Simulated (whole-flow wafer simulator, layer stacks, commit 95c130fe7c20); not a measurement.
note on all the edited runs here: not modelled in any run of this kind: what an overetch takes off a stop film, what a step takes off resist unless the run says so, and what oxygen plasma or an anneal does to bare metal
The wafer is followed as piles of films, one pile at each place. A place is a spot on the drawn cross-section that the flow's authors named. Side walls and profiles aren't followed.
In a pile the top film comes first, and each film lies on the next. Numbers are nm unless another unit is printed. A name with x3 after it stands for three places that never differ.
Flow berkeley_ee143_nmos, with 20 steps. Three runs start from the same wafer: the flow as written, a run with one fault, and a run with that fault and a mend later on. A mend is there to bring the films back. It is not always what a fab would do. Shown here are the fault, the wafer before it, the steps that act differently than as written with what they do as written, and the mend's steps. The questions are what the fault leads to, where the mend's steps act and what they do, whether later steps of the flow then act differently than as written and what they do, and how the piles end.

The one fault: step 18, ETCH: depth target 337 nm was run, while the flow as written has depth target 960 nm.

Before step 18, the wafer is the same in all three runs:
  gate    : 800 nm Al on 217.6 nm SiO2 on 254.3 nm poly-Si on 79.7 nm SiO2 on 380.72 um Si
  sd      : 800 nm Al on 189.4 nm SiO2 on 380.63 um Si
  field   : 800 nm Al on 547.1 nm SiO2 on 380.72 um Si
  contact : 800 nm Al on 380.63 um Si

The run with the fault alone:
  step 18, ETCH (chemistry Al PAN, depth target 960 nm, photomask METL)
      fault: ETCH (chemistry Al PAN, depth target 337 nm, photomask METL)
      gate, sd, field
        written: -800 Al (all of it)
        fault: -337 Al
  Every later step of the flow that is run acts as written at every place that is followed.
  The piles end different from the flow's at gate, sd, field by more than 2% or 0.5 nm, whichever is larger.
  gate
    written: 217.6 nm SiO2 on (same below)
    fault: 463 nm Al on 217.6 nm SiO2 on (same below)
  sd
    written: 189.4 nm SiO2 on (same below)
    fault: 463 nm Al on 189.4 nm SiO2 on (same below)
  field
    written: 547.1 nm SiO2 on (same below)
    fault: 463 nm Al on 547.1 nm SiO2 on (same below)

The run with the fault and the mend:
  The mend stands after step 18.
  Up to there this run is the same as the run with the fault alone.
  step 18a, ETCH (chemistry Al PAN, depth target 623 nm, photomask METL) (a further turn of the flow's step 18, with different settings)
      gate, sd, field
        -463 Al (all of it)
  Every later step of the flow that is run acts as written at every place that is followed.
  The piles end the same as the flow's at every place that both follow.
